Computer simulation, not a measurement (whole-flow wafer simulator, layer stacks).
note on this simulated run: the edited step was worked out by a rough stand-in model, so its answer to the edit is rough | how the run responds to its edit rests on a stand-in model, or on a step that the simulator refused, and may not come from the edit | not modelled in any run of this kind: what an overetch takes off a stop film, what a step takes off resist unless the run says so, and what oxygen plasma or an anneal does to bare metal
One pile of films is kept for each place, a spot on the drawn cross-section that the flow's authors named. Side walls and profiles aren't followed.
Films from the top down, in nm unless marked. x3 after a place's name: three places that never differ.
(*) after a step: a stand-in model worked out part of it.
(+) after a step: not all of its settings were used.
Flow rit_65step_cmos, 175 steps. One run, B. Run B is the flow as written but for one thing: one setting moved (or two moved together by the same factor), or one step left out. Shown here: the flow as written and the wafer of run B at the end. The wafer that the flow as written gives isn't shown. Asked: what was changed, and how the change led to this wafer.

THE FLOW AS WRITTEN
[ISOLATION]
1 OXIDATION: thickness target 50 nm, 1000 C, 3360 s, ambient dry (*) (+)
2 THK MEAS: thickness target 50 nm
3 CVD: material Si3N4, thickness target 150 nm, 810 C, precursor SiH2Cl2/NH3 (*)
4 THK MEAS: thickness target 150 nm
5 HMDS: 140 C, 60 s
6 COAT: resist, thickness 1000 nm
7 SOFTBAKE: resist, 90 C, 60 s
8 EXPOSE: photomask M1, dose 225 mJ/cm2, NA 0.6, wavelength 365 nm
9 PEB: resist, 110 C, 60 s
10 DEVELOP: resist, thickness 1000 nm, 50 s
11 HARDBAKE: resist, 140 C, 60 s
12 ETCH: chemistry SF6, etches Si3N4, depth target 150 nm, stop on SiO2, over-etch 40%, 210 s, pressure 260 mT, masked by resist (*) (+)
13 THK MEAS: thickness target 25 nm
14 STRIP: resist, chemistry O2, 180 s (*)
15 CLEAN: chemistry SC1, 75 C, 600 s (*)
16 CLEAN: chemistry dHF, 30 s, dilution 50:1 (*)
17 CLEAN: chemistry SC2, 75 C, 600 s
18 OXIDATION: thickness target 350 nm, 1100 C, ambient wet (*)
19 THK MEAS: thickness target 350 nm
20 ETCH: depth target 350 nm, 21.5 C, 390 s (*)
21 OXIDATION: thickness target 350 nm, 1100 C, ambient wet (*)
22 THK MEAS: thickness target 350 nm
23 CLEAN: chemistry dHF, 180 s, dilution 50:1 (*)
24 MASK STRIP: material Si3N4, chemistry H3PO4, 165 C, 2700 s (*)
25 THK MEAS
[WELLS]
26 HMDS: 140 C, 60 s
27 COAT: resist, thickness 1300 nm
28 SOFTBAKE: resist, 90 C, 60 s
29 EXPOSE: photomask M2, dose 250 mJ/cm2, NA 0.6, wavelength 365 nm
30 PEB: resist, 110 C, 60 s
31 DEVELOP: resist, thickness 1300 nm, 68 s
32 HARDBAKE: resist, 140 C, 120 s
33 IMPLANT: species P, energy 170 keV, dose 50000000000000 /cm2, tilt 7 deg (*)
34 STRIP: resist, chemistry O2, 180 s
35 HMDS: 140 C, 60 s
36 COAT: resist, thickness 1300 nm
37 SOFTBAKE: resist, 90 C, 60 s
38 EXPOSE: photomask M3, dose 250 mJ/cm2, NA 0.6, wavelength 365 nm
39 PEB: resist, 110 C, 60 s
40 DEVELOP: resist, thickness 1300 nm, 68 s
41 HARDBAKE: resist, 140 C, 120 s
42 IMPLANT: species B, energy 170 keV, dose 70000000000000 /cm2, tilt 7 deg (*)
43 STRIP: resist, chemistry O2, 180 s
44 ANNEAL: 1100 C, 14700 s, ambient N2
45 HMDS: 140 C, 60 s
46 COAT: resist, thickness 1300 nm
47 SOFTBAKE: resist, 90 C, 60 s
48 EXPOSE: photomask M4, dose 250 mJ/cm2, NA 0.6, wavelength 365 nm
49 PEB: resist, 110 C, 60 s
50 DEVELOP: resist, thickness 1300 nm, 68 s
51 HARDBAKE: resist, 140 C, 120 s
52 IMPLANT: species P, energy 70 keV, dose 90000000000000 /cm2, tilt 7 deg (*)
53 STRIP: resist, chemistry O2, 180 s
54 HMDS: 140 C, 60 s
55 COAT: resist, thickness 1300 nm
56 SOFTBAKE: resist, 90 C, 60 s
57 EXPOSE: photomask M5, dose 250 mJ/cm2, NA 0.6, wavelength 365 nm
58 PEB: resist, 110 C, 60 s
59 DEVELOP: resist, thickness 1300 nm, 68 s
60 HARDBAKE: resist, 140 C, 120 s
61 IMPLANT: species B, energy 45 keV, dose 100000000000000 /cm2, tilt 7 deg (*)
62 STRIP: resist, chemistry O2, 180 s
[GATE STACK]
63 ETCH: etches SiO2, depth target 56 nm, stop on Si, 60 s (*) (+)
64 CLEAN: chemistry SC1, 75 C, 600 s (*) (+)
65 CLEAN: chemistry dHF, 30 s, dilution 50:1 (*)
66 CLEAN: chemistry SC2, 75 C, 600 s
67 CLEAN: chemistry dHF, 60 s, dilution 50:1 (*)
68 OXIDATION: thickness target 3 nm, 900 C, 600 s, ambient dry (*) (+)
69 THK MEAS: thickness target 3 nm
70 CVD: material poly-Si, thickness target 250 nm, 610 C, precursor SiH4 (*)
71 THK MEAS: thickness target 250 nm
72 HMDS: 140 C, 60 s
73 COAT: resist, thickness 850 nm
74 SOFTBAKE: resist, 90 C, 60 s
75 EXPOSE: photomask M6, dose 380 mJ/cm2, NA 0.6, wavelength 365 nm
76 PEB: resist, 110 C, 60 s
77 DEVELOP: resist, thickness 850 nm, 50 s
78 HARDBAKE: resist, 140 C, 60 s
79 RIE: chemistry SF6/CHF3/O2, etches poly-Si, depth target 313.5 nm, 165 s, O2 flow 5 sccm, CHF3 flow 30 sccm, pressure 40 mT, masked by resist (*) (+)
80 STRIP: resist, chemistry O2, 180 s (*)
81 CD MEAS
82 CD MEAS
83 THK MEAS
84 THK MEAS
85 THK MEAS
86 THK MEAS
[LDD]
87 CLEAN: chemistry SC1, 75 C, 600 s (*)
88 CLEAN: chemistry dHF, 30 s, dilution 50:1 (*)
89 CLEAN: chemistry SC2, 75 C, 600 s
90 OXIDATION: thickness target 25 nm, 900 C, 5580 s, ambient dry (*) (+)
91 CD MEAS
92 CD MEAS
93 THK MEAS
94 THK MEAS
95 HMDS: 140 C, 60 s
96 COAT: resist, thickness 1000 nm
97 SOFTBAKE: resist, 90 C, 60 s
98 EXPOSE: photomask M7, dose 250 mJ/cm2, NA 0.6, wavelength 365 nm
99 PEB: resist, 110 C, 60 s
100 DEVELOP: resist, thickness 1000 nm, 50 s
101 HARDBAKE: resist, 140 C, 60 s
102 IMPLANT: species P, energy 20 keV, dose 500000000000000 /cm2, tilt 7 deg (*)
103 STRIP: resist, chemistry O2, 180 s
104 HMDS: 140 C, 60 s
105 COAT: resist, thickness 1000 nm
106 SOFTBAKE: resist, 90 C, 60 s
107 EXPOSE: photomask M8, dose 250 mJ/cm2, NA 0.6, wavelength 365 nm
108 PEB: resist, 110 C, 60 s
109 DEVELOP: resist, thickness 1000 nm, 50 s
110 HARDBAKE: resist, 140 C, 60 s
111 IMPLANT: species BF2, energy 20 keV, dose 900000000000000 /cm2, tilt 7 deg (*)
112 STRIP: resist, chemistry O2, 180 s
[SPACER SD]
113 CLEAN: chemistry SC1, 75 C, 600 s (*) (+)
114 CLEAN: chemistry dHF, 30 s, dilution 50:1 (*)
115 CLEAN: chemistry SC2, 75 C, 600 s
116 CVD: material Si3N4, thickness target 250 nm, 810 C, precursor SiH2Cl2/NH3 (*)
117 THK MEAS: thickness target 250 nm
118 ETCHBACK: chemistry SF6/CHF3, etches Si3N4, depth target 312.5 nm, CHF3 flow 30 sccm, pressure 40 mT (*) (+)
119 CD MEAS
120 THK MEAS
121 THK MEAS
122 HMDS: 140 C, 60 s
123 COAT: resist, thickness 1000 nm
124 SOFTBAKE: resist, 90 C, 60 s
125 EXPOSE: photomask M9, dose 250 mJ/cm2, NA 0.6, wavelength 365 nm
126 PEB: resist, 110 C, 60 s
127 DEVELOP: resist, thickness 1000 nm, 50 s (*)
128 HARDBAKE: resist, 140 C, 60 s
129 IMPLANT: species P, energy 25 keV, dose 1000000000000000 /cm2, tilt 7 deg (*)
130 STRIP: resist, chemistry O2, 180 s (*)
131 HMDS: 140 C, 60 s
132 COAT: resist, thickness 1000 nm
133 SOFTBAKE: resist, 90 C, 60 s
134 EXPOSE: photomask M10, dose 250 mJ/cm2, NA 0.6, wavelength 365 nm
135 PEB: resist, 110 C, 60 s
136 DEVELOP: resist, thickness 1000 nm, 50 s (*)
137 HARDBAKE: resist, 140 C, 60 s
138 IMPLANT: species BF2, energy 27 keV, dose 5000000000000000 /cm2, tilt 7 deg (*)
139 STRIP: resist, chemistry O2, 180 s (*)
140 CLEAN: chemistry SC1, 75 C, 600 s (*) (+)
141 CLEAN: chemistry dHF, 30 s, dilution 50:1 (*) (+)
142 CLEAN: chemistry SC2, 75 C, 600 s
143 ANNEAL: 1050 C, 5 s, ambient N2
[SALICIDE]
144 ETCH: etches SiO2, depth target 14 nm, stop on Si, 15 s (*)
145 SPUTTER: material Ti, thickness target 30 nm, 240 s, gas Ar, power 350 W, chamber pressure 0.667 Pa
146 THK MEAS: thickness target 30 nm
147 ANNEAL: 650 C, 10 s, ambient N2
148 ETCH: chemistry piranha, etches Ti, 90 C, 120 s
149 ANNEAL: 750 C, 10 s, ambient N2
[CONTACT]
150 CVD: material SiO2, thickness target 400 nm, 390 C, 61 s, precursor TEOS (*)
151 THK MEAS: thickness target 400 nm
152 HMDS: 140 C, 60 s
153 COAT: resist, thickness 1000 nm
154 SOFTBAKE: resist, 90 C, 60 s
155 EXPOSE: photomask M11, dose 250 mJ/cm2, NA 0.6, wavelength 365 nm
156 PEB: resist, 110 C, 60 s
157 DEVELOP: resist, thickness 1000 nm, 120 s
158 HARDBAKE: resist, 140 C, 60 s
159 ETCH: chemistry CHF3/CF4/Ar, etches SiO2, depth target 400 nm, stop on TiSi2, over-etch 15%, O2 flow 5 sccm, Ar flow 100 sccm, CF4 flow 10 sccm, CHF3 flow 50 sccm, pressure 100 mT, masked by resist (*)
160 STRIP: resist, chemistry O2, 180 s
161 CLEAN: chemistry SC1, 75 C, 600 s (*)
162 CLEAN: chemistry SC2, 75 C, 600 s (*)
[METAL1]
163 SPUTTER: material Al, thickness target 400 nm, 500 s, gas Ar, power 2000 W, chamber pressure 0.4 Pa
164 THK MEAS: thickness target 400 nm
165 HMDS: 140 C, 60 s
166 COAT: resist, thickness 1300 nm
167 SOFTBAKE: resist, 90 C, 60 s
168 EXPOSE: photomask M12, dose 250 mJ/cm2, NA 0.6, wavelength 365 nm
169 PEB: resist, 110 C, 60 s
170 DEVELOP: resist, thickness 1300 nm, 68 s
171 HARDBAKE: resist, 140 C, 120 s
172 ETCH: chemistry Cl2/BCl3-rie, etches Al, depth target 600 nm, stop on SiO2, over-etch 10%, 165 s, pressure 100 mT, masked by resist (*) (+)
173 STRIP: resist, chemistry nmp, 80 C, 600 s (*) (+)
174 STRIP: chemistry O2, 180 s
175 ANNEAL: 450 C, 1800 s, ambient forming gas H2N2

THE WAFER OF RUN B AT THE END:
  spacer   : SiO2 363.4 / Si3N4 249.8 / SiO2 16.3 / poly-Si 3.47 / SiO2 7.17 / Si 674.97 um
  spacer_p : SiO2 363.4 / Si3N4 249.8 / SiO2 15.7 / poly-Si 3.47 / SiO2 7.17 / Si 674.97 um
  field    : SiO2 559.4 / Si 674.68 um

The cause: step 70, CVD: thickness target 334 nm was run, where the flow has thickness target 250 nm.

How the change led to this, step by step:
  70 CVD: material poly-Si, thickness target 250 nm, 610 C, precursor SiH4 (*)
      field, field_pw, field_nw and 11 more: poly-Si +334 (new film) (as written it would be: poly-Si +250 (new film))
  79 RIE: chemistry SF6/CHF3/O2, etches poly-Si, depth target 313.5 nm, 165 s, O2 flow 5 sccm, CHF3 flow 30 sccm, pressure 40 mT, masked by resist (*) (+)
      active_n, active_p, spacer, spacer_p, sd_n, sd_p, contact, m1: poly-Si -313.5 (as written it would be: poly-Si -250 (all of it), SiO2 -7.17 (all of it))
      field, field_pw, field_nw, field_p: poly-Si -313.5 (as written it would be: poly-Si -250 (all of it), SiO2 -10.9)
  80 STRIP: resist, chemistry O2, 180 s (*)
      active_n, active_p, spacer, spacer_p, sd_n, sd_p, contact, m1: chemical SiO2 +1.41 (new film), poly-Si -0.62 (as written it would be: chemical SiO2 +1.41 (new film), Si -0.62)
      field, field_pw, field_nw, field_p: chemical SiO2 +1.41 (new film), poly-Si -0.62 (as written it would be: nothing)
  87 CLEAN: chemistry SC1, 75 C, 600 s (*)
      active_n, active_p, spacer, spacer_p, sd_n, sd_p, contact, m1: chemical SiO2 -0.81, poly-Si -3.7 (as written it would be: chemical SiO2 -0.81, Si -3.7)
      field, field_pw, field_nw, field_p: chemical SiO2 -0.81, poly-Si -3.7 (as written it would be: SiO2 -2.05)
  88 CLEAN: chemistry dHF, 30 s, dilution 50:1 (*)
      field, field_pw, field_nw, field_p: chemical SiO2 -0.6 (all of it) (as written it would be: SiO2 -2.78)
  90 OXIDATION: thickness target 25 nm, 900 C, 5580 s, ambient dry (*) (+)
      active_n, active_p, spacer, spacer_p, sd_n, sd_p, contact, m1: SiO2 +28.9 (new film), chemical SiO2 -0.4 (all of it), poly-Si -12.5 (as written it would be: SiO2 +26.5 (new film), chemical SiO2 -0.4 (all of it), Si -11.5)
      field, field_pw: SiO2 +28.9 (new film), chemical SiO2 -0.4 (all of it), poly-Si -12.5 (as written it would be: SiO2 +6.57, Si -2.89)
      (and at 2 more places)
  96 COAT: resist, thickness 1000 nm
      gate_n, gate_p: resist +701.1 (new film) (as written it would be: resist +750.6 (new film))
  99 PEB: resist, 110 C, 60 s
      gate_n, gate_p: resist -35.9 (as written it would be: resist -38.6)
  100 DEVELOP: resist, thickness 1000 nm, 50 s
      gate_n: resist -665.2 (all of it) (as written it would be: resist -712.1 (all of it))
  101 HARDBAKE: resist, 140 C, 60 s
      gate_p: resist -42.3 (as written it would be: resist -45.8)
  103 STRIP: resist, chemistry O2, 180 s
      gate_p: resist -622.8 (all of it) (as written it would be: resist -666.3 (all of it))
  105 COAT: resist, thickness 1000 nm
      gate_n, gate_p: resist +701.1 (new film) (as written it would be: resist +750.6 (new film))
  108 PEB: resist, 110 C, 60 s
      gate_n, gate_p: resist -35.9 (as written it would be: resist -38.6)
  109 DEVELOP: resist, thickness 1000 nm, 50 s
      gate_p: resist -665.1 (all of it) (as written it would be: resist -712.1 (all of it))
  110 HARDBAKE: resist, 140 C, 60 s
      gate_n: resist -42.3 (as written it would be: resist -45.8)
  112 STRIP: resist, chemistry O2, 180 s
      gate_n: resist -622.9 (all of it) (as written it would be: resist -666.3 (all of it))
  ... 17 more steps ...
  170 DEVELOP: resist, thickness 1300 nm, 68 s
      gate_n: resist -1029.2 (all of it) (as written it would be: resist -1072.6 (all of it))
      gate_p: resist -1032.9 (all of it) (as written it would be: resist -1076.3 (all of it))
      (and at 2 more places)
